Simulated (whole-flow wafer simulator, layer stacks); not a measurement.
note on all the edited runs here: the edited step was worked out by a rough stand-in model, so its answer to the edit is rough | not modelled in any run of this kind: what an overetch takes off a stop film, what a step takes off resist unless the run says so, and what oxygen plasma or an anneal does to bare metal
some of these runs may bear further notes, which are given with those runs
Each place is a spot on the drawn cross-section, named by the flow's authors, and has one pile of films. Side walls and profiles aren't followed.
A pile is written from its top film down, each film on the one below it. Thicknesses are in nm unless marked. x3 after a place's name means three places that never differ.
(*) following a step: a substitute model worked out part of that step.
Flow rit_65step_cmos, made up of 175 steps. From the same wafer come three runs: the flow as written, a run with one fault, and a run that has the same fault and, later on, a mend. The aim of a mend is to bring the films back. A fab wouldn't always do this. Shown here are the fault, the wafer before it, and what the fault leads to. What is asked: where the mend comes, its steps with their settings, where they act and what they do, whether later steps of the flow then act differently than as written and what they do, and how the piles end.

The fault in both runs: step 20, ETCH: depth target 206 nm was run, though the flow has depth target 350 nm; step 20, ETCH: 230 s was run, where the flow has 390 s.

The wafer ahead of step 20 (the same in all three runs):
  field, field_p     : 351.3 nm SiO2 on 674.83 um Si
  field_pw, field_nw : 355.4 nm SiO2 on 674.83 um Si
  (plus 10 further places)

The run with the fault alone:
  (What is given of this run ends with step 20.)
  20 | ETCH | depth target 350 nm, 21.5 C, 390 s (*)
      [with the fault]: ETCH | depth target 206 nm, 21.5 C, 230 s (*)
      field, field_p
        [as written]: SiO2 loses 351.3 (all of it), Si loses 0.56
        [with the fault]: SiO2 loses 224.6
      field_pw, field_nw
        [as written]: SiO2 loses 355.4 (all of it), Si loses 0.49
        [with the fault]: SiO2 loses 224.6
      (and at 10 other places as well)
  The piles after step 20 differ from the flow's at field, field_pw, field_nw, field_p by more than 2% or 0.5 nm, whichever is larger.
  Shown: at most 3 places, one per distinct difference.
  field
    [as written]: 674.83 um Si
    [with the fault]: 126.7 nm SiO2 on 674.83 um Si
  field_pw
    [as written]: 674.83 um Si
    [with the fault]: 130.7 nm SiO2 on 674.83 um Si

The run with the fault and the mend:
  After step 20 comes the mend.
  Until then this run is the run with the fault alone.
  20a | ETCH | depth target 144 nm, 21.5 C, 160 s (a further turn of the flow's step 20, with different settings)
      field, field_p
        SiO2 loses 126.7 (all of it)
      field_pw, field_nw
        SiO2 loses 130.7 (all of it)
  None of the later steps of the flow differs from how it acts as written, at any place that is followed, by more than 2% or 0.5 nm, whichever is larger.
  When the end is reached, the piles differ only a little from the flow's at the places that both follow, at most by 2% or 0.5 nm, whichever is larger.
